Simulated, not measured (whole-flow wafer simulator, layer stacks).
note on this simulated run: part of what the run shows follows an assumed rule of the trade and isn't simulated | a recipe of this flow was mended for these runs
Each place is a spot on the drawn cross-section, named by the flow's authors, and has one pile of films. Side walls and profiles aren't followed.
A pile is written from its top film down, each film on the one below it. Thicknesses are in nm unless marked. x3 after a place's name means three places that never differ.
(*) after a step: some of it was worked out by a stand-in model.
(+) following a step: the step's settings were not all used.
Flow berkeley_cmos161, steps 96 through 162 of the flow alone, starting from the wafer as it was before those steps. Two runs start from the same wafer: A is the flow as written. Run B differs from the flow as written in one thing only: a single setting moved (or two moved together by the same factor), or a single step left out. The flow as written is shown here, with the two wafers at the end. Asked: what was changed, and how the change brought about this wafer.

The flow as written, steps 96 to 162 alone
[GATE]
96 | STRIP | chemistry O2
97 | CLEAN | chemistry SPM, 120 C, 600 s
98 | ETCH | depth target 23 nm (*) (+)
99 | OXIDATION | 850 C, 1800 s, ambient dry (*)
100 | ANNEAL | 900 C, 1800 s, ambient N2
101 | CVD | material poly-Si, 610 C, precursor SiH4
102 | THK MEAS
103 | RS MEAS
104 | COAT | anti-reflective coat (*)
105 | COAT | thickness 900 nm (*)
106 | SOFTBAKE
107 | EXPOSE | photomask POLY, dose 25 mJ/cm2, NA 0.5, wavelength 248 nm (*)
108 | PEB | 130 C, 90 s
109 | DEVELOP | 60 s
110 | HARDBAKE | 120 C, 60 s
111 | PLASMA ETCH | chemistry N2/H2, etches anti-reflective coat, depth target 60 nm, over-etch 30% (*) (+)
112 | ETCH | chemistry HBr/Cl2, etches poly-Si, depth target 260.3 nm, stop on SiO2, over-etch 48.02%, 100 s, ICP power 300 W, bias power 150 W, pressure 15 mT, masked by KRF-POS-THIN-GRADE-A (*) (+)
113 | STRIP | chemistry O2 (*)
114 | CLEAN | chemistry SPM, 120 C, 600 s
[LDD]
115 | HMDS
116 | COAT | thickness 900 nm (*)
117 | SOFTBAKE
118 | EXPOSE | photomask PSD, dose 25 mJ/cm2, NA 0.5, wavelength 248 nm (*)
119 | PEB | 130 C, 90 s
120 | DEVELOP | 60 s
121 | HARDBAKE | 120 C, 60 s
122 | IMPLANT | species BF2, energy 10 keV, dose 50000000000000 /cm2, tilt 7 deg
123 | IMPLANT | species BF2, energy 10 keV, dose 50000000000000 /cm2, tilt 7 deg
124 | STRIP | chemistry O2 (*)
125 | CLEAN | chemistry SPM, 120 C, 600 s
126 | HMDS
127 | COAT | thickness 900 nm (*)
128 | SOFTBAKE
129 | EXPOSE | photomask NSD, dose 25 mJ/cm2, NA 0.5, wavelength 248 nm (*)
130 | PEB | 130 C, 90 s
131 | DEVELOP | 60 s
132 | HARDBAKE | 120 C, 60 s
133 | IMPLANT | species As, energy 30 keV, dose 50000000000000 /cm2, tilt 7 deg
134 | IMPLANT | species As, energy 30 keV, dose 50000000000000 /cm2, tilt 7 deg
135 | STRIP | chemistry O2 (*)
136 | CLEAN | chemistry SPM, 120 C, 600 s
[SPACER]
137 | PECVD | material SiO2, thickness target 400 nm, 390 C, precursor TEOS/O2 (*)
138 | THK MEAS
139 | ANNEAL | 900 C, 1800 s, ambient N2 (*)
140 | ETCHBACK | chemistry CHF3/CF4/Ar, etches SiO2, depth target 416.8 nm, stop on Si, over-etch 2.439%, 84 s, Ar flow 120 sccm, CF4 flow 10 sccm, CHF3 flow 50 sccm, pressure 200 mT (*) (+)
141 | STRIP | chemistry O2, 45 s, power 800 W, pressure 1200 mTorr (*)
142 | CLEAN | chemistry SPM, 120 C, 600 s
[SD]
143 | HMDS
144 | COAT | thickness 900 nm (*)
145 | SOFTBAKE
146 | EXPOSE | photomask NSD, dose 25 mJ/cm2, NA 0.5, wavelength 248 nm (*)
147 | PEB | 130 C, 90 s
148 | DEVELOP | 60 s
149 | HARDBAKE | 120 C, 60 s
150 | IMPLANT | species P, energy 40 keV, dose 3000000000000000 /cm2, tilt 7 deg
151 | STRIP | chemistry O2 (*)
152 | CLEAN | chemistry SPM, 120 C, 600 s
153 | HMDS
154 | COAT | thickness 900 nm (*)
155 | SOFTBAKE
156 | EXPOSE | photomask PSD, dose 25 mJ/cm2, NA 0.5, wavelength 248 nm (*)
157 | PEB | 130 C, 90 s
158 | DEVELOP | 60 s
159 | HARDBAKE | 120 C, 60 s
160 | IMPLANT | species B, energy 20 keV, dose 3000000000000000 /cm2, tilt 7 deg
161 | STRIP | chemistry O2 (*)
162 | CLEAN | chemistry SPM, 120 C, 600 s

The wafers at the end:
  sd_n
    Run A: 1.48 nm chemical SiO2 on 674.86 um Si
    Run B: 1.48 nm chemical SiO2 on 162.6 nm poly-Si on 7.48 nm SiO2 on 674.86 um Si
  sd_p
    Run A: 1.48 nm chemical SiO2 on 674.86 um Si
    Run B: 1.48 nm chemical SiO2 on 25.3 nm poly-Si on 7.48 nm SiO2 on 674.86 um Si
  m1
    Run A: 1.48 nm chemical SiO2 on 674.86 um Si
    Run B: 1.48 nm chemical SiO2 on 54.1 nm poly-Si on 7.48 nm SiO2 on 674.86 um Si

Cause: step 111, PLASMA ETCH: chemistry N2/H2, etches anti-reflective coat, depth target 60 nm, over-etch 30% (*) (+), was omitted.

Step by step, how the change led to this:
  112 | ETCH | chemistry HBr/Cl2, etches poly-Si, depth target 260.3 nm, stop on SiO2, over-etch 48.02%, 100 s, ICP power 300 W, bias power 150 W, pressure 15 mT, masked by KRF-POS-THIN-GRADE-A (*) (+)
      field: A poly-Si loses 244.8 (all of it), SiO2 loses 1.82 | B anti-reflective coat loses 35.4 (all of it), poly-Si loses 249.5 (all of it), SiO2 loses 0.36
      sd_n: A poly-Si loses 248.2 (all of it), SiO2 loses 1.56 | B anti-reflective coat loses 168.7 (all of it), poly-Si loses 81.6
      (as well as at 5 more places)
  113 | STRIP | chemistry O2 (*)
      sd_n, sd_p, m1: A nothing | B chemical SiO2 gains 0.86 (new film), poly-Si loses 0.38
      gate_n: A chemical SiO2 gains 0.63 (new film), KrF-resist loses 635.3 (all of it), anti-reflective coat loses 25 (all of it), poly-Si loses 0.28 | B chemical SiO2 gains 0.65 (new film), KrF-resist loses 739 (all of it), anti-reflective coat loses 25 (all of it), poly-Si loses 0.29
      (as well as at 1 more place)
  116 | COAT | thickness 900 nm (*)
      field: A KrF-resist gains 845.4 (new film) | B KrF-resist gains 880.1 (new film)
      sd_n: A KrF-resist gains 1016.2 (new film) | B KrF-resist gains 875.3 (new film)
      (as well as at 5 more places)
  120 | DEVELOP | 60 s
      gate_p: A KrF-resist loses 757 (all of it) | B KrF-resist loses 775.8 (all of it)
  121 | HARDBAKE | 120 C, 60 s
      field: A KrF-resist loses 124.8 | B KrF-resist loses 129.9
      sd_n: A KrF-resist loses 150.3 | B KrF-resist loses 129.2
      (as well as at 4 more places)
  124 | STRIP | chemistry O2 (*)
      sd_n: A KrF-resist loses 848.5 (all of it) | B KrF-resist loses 729.1 (all of it), chemical SiO2 gains 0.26, poly-Si loses 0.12
      sd_p: A nothing | B chemical SiO2 gains 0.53, poly-Si loses 0.23
      (as well as at 5 more places)
  127 | COAT | thickness 900 nm (*)
      field: A KrF-resist gains 845 (new film) | B KrF-resist gains 880.3 (new film)
      sd_n: A KrF-resist gains 1016.3 (new film) | B KrF-resist gains 875.2 (new film)
      (as well as at 5 more places)
  131 | DEVELOP | 60 s
      sd_n: A KrF-resist loses 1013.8 (all of it) | B KrF-resist loses 873.2 (all of it)
      spacer_n: A KrF-resist loses 1009.6 (all of it) | B KrF-resist loses 1072.3 (all of it)
      (as well as at 3 more places)
  132 | HARDBAKE | 120 C, 60 s
      field: A KrF-resist loses 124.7 | B KrF-resist loses 130
      gate_p: A KrF-resist loses 111.8 | B KrF-resist loses 114.7
  135 | STRIP | chemistry O2 (*)
      field: A KrF-resist loses 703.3 (all of it) | B KrF-resist loses 733.3 (all of it)
      gate_p: A KrF-resist loses 630 (all of it), chemical SiO2 gains 0.09, poly-Si loses 0.04 | B KrF-resist loses 646 (all of it), chemical SiO2 gains 0.09, poly-Si loses 0.04
  137 | PECVD | material SiO2, thickness target 400 nm, 390 C, precursor TEOS/O2 (*)
      sd_n, m1: A SiO2 gains 400 | B SiO2 gains 400 (new film)
      sd_p: A SiO2 gains 385.3 | B SiO2 gains 387.5 (new film)
      (as well as at 1 more place)
  139 | ANNEAL | 900 C, 1800 s, ambient N2 (*)
      spacer_n: A SiO2 loses 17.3 | B SiO2 loses 25.6
  140 | ETCHBACK | chemistry CHF3/CF4/Ar, etches SiO2, depth target 416.8 nm, stop on Si, over-etch 2.439%, 84 s, Ar flow 120 sccm, CF4 flow 10 sccm, CHF3 flow 50 sccm, pressure 200 mT (*) (+)
      sd_n: A SiO2 loses 387.9 (all of it), Si loses 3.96 | B SiO2 loses 382 (all of it), chemical SiO2 loses 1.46 (all of it), poly-Si loses 3.96
      sd_p: A SiO2 loses 373.8 (all of it), Si loses 3.96 | B SiO2 loses 370.1 (all of it), chemical SiO2 loses 1.47 (all of it), poly-Si loses 5.04
      (as well as at 3 more places)
  144 | COAT | thickness 900 nm (*)
      field: A KrF-resist gains 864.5 (new film) | B KrF-resist gains 896.3 (new film)
      sd_n: A KrF-resist gains 1006.2 (new film) | B KrF-resist gains 859.7 (new film)
      (as well as at 6 more places)
  148 | DEVELOP | 60 s
      sd_n: A KrF-resist loses 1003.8 (all of it) | B KrF-resist loses 857.7 (all of it)
      spacer_n: A KrF-resist loses 811.1 (all of it) | B KrF-resist loses 869.8 (all of it)
      (as well as at 3 more places)
  149 | HARDBAKE | 120 C, 60 s
      field: A KrF-resist loses 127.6 | B KrF-resist loses 132.4
      spacer_p: A KrF-resist loses 118.9 | B KrF-resist loses 121.8
      (as well as at 1 more place)
  ... 4 other steps ...
  161 | STRIP | chemistry O2 (*)
      sd_n: A KrF-resist loses 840 (all of it), chemical SiO2 gains 0.08 | B KrF-resist loses 715.7 (all of it), chemical SiO2 gains 0.08, poly-Si loses 0.04
      field: A KrF-resist loses 720.1 (all of it) | B KrF-resist loses 746.9 (all of it)
      (as well as at 4 more places)
